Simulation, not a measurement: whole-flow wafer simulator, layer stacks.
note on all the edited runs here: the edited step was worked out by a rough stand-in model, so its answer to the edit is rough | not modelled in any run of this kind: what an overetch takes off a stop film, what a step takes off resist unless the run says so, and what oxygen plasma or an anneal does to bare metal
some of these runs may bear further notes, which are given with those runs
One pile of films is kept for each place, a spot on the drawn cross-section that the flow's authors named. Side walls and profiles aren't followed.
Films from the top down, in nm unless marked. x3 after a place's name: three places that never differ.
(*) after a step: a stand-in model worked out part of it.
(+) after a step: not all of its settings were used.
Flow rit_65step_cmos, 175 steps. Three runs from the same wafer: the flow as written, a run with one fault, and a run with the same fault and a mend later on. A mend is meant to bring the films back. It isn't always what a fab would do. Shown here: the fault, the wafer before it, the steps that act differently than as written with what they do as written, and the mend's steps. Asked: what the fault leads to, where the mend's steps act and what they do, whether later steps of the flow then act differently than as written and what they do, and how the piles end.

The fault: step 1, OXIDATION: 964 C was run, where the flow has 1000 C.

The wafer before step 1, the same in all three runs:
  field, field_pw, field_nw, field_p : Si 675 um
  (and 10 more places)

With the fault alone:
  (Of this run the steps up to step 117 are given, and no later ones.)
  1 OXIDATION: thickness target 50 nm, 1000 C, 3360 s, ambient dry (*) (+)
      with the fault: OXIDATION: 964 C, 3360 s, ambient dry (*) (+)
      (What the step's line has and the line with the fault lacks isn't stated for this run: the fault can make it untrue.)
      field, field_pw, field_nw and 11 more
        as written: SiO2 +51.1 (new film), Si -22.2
        with the fault: SiO2 +38.2 (new film), Si -16.5
  Later steps of the flow that act differently than as written (37 more steps differ only slightly, by at most 2% or 0.5 nm, whichever is larger, and aren't shown):
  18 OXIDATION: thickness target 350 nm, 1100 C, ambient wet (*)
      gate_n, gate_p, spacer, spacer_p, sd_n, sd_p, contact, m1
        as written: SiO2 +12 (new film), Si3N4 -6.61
        with the fault: SiO2 +12 (new film), Si3N4 -6.61, SiO2 +0.02
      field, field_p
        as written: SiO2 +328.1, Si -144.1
        with the fault: SiO2 +337.8, Si -148.3
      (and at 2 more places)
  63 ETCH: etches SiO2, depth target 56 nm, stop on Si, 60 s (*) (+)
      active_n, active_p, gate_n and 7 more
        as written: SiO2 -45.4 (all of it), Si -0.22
        with the fault: SiO2 -32.6 (all of it), Si -0.48
  After step 117 the piles differ from the flow's only slightly at the places that both follow, by at most 2% or 0.5 nm, whichever is larger.

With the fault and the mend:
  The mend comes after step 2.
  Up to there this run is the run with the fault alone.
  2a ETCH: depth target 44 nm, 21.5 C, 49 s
      field, field_pw, field_nw and 11 more
        SiO2 -38.2 (all of it)
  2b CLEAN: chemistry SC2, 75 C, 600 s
      field, field_pw, field_nw and 11 more
        chemical SiO2 +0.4 (new film), Si -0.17
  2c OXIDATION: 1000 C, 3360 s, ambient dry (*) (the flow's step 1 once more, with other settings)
      field, field_pw, field_nw and 11 more
        SiO2 +51 (new film), chemical SiO2 -0.4 (all of it), Si -22.3
  Later steps of the flow that act differently than as written (18 more steps differ only slightly, by at most 2% or 0.5 nm, whichever is larger, and aren't shown):
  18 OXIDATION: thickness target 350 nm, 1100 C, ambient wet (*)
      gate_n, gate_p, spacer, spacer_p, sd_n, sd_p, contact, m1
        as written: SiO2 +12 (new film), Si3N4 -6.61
        with the mend: SiO2 +12 (new film), Si3N4 -6.61, SiO2 +0.03
  At the end the piles differ from the flow's only slightly at the places that both follow, by at most 2% or 0.5 nm, whichever is larger.
